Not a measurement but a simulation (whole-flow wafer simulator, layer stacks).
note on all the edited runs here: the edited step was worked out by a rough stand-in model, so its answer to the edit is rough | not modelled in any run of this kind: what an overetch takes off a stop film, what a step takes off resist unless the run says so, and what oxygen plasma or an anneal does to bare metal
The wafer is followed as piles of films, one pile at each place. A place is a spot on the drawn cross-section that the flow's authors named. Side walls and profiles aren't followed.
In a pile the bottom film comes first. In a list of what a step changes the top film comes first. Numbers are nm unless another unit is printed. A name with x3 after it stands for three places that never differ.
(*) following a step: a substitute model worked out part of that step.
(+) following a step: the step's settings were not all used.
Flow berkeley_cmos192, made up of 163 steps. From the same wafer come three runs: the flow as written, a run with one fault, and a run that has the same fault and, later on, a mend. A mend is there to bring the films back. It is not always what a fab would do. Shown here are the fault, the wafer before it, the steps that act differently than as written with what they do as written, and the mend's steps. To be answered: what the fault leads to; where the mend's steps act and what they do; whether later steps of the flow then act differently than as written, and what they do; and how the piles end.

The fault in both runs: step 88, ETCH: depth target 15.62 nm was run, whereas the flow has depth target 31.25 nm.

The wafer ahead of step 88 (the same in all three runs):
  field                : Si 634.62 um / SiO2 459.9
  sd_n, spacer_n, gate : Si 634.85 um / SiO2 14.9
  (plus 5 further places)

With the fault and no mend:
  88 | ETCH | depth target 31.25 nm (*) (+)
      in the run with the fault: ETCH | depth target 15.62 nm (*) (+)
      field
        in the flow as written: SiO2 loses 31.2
        in the run with the fault: SiO2 loses 15.6
  Steps further on in the flow that do not act as written (32 more steps, not shown, differ only slightly: by at most 2% or 0.5 nm, whichever is larger):
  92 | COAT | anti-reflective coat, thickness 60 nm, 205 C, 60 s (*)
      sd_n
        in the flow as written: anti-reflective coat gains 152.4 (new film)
        in the run with the fault: anti-reflective coat gains 163.4 (new film)
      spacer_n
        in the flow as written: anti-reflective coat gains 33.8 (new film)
        in the run with the fault: anti-reflective coat gains 30.1 (new film)
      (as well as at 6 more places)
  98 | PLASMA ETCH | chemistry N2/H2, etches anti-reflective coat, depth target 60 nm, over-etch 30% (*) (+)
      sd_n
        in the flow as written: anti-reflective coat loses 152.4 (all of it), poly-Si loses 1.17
        in the run with the fault: anti-reflective coat loses 163.4 (all of it), poly-Si loses 1.26
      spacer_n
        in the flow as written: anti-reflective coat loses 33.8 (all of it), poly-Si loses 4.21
        in the run with the fault: anti-reflective coat loses 30.1 (all of it), poly-Si loses 4.68
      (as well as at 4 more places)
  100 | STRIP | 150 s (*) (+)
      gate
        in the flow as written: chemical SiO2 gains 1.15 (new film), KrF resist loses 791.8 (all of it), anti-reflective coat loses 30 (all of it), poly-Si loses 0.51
        in the run with the fault: chemical SiO2 gains 1.15 (new film), KrF resist loses 805 (all of it), anti-reflective coat loses 26 (all of it), poly-Si loses 0.51
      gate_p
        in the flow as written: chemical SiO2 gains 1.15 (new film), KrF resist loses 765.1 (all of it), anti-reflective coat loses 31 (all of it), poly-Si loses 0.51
        in the run with the fault: chemical SiO2 gains 1.15 (new film), KrF resist loses 773.7 (all of it), anti-reflective coat loses 28.2 (all of it), poly-Si loses 0.51
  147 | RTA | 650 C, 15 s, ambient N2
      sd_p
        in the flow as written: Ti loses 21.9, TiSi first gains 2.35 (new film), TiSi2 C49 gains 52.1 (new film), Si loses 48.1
        in the run with the fault: Ti loses 21.6, TiSi first gains 1.72 (new film), TiSi2 C49 gains 52.4 (new film), Si loses 47.9
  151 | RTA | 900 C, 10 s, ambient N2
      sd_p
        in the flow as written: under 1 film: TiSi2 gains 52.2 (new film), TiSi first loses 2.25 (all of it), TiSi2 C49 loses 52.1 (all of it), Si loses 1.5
        in the run with the fault: under 1 film: TiSi2 gains 51.6 (new film), TiSi first loses 1.62 (all of it), TiSi2 C49 loses 52.4 (all of it), Si loses 1.07
  The piles end different from the flow's at field by more than 2% or 0.5 nm, whichever is larger.
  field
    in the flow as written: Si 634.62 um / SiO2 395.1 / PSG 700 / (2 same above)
    in the run with the fault: Si 634.62 um / SiO2 410.7 / PSG 700 / (2 same above)

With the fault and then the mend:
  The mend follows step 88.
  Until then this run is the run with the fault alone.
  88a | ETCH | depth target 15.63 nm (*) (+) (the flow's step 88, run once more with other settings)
      field
        SiO2 loses 15.6
  Later steps of the flow that are run all act as written at every place that is followed, up to a difference of at most 2% or 0.5 nm, whichever is larger.
  The piles end the same as the flow's at every place that both follow.
